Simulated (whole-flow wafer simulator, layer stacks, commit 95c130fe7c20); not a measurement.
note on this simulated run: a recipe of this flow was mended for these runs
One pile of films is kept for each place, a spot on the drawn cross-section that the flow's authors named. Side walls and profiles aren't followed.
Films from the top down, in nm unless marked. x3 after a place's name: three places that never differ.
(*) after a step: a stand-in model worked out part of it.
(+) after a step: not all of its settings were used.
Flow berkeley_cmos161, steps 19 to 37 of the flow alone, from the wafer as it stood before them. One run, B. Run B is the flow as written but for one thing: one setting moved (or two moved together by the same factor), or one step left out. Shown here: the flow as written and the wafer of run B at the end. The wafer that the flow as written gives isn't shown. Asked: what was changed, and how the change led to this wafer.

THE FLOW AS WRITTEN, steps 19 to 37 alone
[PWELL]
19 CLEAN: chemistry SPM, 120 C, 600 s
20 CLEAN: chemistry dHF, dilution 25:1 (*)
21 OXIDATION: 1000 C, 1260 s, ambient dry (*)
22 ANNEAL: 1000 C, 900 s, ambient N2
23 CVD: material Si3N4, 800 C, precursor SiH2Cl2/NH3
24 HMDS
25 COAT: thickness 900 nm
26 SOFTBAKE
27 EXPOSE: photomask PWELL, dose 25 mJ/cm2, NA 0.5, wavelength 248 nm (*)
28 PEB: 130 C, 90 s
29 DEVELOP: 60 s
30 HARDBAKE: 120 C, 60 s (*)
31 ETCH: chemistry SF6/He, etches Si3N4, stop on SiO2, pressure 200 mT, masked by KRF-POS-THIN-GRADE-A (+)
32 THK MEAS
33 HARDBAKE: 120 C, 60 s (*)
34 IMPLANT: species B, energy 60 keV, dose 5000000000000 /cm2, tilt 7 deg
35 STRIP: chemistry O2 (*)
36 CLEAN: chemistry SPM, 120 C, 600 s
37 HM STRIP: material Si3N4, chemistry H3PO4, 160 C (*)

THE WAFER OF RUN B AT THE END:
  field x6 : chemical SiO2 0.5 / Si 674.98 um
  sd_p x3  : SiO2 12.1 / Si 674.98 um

The cause: step 37, HM STRIP: 171 C was run, where the flow has 160 C.

How the change led to this, step by step:
  37 HM STRIP: material Si3N4, chemistry H3PO4, 160 C (*)
      field x6: chemical SiO2 +0.5 (new film), SiO2 -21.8 (all of it), Si -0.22 (as written it would be: SiO2 -11.6)
      sd_p x3: Si3N4 -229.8 (all of it), SiO2 -14.5 (as written it would be: Si3N4 -229.8 (all of it), SiO2 -4.31)
